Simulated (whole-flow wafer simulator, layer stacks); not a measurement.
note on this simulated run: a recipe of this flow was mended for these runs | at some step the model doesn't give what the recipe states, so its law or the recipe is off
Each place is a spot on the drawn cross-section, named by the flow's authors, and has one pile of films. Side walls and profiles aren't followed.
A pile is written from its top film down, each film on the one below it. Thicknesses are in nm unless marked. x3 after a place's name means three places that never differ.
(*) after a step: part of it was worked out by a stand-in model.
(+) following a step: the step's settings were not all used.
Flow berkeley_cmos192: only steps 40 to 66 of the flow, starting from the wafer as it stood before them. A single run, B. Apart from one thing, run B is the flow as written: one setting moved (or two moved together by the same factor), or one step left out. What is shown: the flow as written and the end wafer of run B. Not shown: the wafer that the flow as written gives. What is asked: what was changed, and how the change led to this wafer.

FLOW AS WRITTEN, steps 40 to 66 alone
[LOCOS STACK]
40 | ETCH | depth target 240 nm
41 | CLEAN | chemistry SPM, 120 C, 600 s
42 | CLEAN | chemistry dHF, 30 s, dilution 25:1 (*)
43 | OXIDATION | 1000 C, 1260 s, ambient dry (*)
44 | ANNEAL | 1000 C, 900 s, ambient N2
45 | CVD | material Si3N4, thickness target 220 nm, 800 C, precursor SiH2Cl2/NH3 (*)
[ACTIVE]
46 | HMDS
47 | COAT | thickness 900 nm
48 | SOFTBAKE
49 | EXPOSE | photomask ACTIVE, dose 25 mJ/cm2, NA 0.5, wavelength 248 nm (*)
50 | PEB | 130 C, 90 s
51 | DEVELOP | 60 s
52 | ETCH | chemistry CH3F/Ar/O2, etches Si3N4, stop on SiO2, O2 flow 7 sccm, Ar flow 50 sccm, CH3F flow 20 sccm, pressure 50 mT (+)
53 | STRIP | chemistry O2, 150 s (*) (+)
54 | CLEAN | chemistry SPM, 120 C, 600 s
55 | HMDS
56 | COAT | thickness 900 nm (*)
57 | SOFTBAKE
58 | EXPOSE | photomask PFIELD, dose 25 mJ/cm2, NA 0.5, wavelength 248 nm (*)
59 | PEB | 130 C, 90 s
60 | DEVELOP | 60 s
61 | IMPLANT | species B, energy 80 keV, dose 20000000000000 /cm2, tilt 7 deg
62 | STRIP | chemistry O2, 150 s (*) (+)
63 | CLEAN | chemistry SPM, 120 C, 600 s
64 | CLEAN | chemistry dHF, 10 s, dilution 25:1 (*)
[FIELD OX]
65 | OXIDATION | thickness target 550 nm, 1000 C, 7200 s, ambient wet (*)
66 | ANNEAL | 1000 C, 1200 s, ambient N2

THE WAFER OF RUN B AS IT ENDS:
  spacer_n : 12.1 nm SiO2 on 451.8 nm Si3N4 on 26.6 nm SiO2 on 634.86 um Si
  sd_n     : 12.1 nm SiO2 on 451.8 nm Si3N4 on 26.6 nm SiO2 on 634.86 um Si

Cause: step 45, CVD: thickness target 459.2 nm was run, though the flow has thickness target 220 nm.

Step by step, how the change led to this:
  45 | CVD | material Si3N4, thickness target 220 nm, 800 C, precursor SiH2Cl2/NH3 (*)
      field, sd_n, spacer_n and 6 more: +459.2 Si3N4 (new film) (as written it would have been: +220 Si3N4 (new film))
  52 | ETCH | chemistry CH3F/Ar/O2, etches Si3N4, stop on SiO2, O2 flow 7 sccm, Ar flow 50 sccm, CH3F flow 20 sccm, pressure 50 mT (+)
      sd_n, spacer_n, gate, sd_p, spacer_p, gate_p, contact, m1: -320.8 KrF-resist (as written it would have been: -161.3 KrF-resist)
      field: -459.2 Si3N4 (all of it), -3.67 SiO2 (as written it would have been: -220 Si3N4 (all of it), -3.67 SiO2)
  53 | STRIP | chemistry O2, 150 s (*) (+)
      sd_n, spacer_n, gate, sd_p, spacer_p, gate_p, contact, m1: -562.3 KrF-resist (all of it) (as written it would have been: -721.7 KrF-resist (all of it))
  56 | COAT | thickness 900 nm (*)
      field: +1030.5 KrF-resist (new film) (as written it would have been: +961.2 KrF-resist (new film))
      sd_n: +665.3 KrF-resist (new film) (as written it would have been: +785.2 KrF-resist (new film))
      (and at 7 other places as well)
  60 | DEVELOP | 60 s
      field: -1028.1 KrF-resist (all of it) (as written it would have been: -959 KrF-resist (all of it))
  62 | STRIP | chemistry O2, 150 s (*) (+)
      sd_n: -649 KrF-resist (all of it) (as written it would have been: -768.5 KrF-resist (all of it))
      spacer_n: -721.5 KrF-resist (all of it) (as written it would have been: -801.2 KrF-resist (all of it))
      (and at 6 other places as well)
  65 | OXIDATION | thickness target 550 nm, 1000 C, 7200 s, ambient wet (*)
      sd_n, sd_p: +12.1 SiO2 (new film), -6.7 Si3N4 (as written it would have been: +12.1 SiO2 (new film), -6.7 Si3N4, +0.06 SiO2, -0.06 Si)
      gate: +12.1 SiO2 (new film), -6.7 Si3N4 (as written it would have been: +12.1 SiO2 (new film), -6.7 Si3N4, +0.05 SiO2, -0.05 Si)
